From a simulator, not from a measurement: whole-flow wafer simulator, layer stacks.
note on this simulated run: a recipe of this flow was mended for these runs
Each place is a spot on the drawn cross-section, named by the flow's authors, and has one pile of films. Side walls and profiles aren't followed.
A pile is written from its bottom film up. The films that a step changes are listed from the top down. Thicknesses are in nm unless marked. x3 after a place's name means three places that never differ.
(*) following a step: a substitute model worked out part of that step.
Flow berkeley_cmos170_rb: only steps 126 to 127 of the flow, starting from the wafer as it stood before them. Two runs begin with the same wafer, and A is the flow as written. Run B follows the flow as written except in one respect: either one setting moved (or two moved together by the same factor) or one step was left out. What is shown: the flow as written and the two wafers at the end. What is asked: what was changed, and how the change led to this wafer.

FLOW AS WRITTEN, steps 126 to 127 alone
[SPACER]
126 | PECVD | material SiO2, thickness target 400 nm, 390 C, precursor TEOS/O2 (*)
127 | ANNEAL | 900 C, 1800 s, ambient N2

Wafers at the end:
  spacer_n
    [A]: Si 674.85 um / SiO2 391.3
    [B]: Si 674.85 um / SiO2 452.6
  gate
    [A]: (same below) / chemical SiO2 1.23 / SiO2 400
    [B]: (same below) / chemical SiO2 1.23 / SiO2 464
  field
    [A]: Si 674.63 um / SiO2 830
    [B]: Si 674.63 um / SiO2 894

Cause: step 126, PECVD: thickness target 464 nm was run, though the flow has thickness target 400 nm.
One can read it off the wafer: gate has SiO2 464, and step 126 as written asks for 400 nm.

How this came from the change, step by step:
  126 | PECVD | material SiO2, thickness target 400 nm, 390 C, precursor TEOS/O2 (*)
      field, sd_n, contact, m1: A SiO2 gains 400 | B SiO2 gains 464
      spacer_n, sd_p, spacer_p: A SiO2 gains 385.3 | B SiO2 gains 446.6
      (and at 2 other places as well)
